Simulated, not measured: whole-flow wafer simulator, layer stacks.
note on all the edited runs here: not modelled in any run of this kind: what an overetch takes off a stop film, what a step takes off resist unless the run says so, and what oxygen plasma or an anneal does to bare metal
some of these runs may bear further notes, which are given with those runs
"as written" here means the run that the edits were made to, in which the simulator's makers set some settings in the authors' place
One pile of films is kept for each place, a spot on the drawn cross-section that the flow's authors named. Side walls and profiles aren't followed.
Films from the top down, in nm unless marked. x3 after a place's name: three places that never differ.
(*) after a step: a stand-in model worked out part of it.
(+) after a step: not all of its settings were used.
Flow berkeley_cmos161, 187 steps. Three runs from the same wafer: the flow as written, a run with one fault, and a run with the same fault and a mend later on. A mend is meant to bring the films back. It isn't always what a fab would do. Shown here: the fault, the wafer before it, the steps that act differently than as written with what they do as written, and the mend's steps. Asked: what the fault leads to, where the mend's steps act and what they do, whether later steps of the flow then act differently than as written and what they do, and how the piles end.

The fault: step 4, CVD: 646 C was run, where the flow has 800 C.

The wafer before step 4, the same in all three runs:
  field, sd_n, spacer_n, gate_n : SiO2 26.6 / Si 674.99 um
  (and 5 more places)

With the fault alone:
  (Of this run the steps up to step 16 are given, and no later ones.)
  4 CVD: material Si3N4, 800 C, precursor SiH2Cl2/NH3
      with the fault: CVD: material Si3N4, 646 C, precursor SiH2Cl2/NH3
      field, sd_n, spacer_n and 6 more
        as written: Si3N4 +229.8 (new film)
        with the fault: Si3N4 +13.3 (new film)
  Later steps of the flow that act differently than as written (1 more step differs only slightly, by at most 2% or 0.5 nm, whichever is larger, and isn't shown):
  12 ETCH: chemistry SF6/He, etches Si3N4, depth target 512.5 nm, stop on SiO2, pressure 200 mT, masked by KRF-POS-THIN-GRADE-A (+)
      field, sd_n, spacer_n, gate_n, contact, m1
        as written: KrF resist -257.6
        with the fault: KrF resist -22.3
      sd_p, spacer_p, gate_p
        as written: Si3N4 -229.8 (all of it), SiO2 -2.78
        with the fault: Si3N4 -13.3 (all of it), SiO2 -2.78
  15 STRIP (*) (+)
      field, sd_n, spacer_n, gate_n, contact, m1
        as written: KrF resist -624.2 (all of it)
        with the fault: KrF resist -859.3 (all of it)
  After step 16 the piles differ from the flow's by more than 2% or 0.5 nm, whichever is larger, at field, sd_n, spacer_n, gate_n, contact, m1.
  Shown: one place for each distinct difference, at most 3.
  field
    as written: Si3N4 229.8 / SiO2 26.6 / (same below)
    with the fault: Si3N4 13.3 / SiO2 26.6 / (same below)

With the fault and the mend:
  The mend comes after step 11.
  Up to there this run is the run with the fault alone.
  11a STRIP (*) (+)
      field, sd_n, spacer_n, gate_n, contact, m1
        KrF resist -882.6 (all of it)
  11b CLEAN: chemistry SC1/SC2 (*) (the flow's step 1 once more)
      changes no film at any place that is followed
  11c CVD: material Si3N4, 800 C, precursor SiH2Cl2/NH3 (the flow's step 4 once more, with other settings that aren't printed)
      field, sd_n, spacer_n and 6 more
        Si3N4 +216.5
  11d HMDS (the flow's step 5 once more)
      changes no film at any place that is followed
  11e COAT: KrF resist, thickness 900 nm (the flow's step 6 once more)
      field, sd_n, spacer_n and 6 more
        KrF resist +900 (new film)
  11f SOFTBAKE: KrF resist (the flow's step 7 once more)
      changes no film at any place that is followed
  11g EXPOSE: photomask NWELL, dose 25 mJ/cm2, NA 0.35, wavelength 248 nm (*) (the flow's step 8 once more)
      changes no film at any place that is followed
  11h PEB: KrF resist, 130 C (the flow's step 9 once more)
      field, sd_n, spacer_n and 6 more
        KrF resist -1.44
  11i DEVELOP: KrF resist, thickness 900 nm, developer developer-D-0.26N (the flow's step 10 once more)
      field, sd_n, spacer_n, gate_n, contact, m1
        KrF resist -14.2
      sd_p, spacer_p, gate_p
        KrF resist -898.6 (all of it)
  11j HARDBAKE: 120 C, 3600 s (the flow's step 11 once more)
      field, sd_n, spacer_n, gate_n, contact, m1
        KrF resist -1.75
  No later step of the flow acts differently than as written at any place that is followed.
  At the end the piles are the same as the flow's at every place that both follow.
